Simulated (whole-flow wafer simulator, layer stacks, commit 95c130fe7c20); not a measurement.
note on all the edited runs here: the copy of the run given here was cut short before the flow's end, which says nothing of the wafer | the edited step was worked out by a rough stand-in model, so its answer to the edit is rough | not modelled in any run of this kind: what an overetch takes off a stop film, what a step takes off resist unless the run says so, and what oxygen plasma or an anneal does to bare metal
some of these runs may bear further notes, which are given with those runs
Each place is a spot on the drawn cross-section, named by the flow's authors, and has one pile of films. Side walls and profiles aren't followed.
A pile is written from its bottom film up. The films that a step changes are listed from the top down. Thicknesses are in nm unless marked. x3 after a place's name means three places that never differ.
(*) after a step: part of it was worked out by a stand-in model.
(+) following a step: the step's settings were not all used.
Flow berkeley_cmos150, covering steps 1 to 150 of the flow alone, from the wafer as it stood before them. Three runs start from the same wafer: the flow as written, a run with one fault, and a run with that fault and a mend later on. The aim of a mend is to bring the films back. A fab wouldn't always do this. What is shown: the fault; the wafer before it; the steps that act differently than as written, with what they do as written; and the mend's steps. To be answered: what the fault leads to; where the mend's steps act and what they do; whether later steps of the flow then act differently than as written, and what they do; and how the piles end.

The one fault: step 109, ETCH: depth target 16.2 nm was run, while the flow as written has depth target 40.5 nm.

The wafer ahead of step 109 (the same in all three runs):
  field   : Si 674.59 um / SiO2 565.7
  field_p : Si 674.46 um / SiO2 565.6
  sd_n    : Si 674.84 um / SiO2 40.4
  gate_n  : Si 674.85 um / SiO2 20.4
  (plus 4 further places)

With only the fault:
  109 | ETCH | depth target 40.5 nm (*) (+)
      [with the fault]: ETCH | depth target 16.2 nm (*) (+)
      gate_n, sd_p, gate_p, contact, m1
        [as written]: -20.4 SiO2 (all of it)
        [with the fault]: -16.2 SiO2
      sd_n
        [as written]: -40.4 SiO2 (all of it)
        [with the fault]: -16.2 SiO2
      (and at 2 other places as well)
  Steps further on in the flow that do not act as written (not shown: 13 more steps that differ only slightly, by at most 2% or 0.5 nm, whichever is larger):
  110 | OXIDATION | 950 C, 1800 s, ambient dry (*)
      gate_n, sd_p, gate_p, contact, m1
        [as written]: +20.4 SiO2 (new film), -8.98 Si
        [with the fault]: +17.8 SiO2, -7.82 Si
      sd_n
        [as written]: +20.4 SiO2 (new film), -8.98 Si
        [with the fault]: +12 SiO2, -5.28 Si
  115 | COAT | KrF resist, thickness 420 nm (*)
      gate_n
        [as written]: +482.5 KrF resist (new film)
        [with the fault]: +493 KrF resist (new film)
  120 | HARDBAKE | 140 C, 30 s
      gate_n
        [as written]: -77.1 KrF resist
        [with the fault]: -78.9 KrF resist
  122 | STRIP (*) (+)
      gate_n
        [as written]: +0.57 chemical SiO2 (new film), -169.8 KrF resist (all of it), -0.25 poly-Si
        [with the fault]: +0.57 chemical SiO2 (new film), -178.6 KrF resist (all of it), -0.25 poly-Si
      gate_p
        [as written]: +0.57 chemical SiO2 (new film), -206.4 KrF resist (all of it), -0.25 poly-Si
        [with the fault]: +0.57 chemical SiO2 (new film), -210.9 KrF resist (all of it), -0.25 poly-Si
  At field, field_p, sd_n, gate_n, sd_p, gate_p, contact, m1, the piles at the end differ from the flow's by more than 2% or 0.5 nm, whichever is larger.
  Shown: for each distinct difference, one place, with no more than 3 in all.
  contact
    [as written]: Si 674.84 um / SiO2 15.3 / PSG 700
    [with the fault]: Si 674.84 um / SiO2 16.9 / PSG 700
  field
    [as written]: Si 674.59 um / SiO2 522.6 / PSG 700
    [with the fault]: Si 674.59 um / SiO2 546.8 / PSG 700
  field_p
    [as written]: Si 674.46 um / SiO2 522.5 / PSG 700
    [with the fault]: Si 674.46 um / SiO2 546.8 / PSG 700

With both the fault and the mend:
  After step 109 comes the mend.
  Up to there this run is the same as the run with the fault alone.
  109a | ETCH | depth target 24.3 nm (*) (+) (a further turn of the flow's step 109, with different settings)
      gate_n, sd_p, gate_p, contact, m1
        -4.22 SiO2 (all of it)
      field, field_p
        -24.3 SiO2
      sd_n
        -24.2 SiO2 (all of it)
  None of the later steps of the flow differs from how it acts as written, at any place that is followed, by more than 2% or 0.5 nm, whichever is larger.
  The piles end the same as the flow's at every place that both follow.
